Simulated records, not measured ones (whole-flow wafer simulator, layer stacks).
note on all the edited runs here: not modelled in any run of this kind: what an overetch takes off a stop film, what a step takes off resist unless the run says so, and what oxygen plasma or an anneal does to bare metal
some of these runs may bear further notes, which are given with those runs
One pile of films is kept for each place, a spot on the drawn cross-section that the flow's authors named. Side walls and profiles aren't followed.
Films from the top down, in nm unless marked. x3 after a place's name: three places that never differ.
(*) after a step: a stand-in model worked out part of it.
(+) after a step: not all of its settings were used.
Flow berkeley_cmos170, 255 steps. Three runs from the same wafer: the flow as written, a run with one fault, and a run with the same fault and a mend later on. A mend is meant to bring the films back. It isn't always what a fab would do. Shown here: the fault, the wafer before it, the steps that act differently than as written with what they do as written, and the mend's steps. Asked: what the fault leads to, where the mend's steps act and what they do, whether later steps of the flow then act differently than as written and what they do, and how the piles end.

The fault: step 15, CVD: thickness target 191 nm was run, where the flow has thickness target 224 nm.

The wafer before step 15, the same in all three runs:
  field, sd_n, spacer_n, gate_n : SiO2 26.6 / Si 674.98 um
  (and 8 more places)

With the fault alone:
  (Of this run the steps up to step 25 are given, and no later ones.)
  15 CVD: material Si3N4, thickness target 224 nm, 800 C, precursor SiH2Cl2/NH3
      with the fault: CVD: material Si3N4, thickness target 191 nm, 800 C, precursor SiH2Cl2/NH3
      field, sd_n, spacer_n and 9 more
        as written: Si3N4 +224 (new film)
        with the fault: Si3N4 +191 (new film)
  Later steps of the flow that act differently than as written:
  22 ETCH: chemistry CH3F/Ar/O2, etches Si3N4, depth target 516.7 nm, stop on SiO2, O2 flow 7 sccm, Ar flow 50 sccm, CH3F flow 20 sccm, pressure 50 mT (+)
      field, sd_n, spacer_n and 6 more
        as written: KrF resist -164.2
        with the fault: KrF resist -142.2
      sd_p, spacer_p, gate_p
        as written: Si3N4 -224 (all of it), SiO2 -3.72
        with the fault: Si3N4 -191 (all of it), SiO2 -3.72
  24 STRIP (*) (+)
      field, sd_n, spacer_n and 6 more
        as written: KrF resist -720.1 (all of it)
        with the fault: KrF resist -742.1 (all of it)
  After step 25 the piles differ from the flow's by more than 2% or 0.5 nm, whichever is larger, at field, sd_n, spacer_n and 6 more.
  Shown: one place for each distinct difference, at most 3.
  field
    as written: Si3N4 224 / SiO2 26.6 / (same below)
    with the fault: Si3N4 191 / SiO2 26.6 / (same below)

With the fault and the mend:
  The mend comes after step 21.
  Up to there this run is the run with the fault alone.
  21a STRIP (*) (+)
      field, sd_n, spacer_n and 6 more
        KrF resist -884.4 (all of it)
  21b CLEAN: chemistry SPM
      changes no film at any place that is followed
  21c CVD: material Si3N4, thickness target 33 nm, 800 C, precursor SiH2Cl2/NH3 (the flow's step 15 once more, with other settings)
      field, sd_n, spacer_n and 9 more
        Si3N4 +33
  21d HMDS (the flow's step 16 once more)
      changes no film at any place that is followed
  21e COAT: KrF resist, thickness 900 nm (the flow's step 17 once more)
      field, sd_n, spacer_n and 9 more
        KrF resist +900 (new film)
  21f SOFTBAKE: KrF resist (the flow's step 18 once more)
      changes no film at any place that is followed
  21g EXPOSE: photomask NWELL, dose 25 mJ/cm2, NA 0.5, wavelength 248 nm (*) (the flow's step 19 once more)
      changes no film at any place that is followed
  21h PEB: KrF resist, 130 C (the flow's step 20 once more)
      field, sd_n, spacer_n and 9 more
        KrF resist -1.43
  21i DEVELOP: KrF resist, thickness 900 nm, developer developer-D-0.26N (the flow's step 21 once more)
      field, sd_n, spacer_n and 6 more
        KrF resist -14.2
      sd_p, spacer_p, gate_p
        KrF resist -898.6 (all of it)
  No later step of the flow acts differently than as written at any place that is followed.
  At the end the piles are the same as the flow's at every place that both follow.
